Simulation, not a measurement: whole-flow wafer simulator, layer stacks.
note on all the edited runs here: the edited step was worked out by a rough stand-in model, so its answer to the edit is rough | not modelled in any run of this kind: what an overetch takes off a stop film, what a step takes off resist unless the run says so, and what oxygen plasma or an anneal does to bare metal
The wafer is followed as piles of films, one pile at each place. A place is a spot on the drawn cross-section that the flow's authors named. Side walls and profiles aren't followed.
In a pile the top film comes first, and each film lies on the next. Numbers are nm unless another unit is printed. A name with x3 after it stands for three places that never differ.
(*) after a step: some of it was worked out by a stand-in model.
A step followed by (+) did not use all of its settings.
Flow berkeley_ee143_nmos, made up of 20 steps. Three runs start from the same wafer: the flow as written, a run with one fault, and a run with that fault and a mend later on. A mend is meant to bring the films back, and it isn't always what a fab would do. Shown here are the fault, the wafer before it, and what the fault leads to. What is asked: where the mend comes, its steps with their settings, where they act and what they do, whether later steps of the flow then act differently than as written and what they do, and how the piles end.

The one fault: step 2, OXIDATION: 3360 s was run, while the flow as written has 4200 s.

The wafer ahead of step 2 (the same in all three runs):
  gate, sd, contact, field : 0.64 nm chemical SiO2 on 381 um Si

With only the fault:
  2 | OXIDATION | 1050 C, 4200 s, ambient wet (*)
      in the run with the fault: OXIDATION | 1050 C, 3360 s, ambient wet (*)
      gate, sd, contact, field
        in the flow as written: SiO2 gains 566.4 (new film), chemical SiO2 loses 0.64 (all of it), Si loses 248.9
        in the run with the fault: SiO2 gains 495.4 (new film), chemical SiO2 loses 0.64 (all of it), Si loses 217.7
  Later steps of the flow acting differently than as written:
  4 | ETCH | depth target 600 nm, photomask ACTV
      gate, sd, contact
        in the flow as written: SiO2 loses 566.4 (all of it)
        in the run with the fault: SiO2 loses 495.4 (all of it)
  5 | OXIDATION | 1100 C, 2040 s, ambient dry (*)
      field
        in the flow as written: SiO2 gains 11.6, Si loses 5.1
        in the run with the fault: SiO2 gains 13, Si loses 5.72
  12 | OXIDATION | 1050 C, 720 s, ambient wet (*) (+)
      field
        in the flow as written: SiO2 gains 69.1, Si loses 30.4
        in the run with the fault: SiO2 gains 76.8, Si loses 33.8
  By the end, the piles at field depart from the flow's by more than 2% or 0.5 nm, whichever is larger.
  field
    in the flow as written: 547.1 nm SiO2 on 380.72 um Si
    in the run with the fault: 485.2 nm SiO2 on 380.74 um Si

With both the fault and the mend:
  The mend stands after step 2.
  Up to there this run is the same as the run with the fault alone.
  2a | OXIDATION | 1050 C, 840 s, ambient wet (*) (a further turn of the flow's step 2, with different settings)
      gate, sd, contact, field
        SiO2 gains 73, Si loses 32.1
  Later steps of the flow that are run all act as written at every place that is followed, up to a difference of at most 2% or 0.5 nm, whichever is larger.
  When the end is reached, the piles differ only a little from the flow's at the places that both follow, at most by 2% or 0.5 nm, whichever is larger.
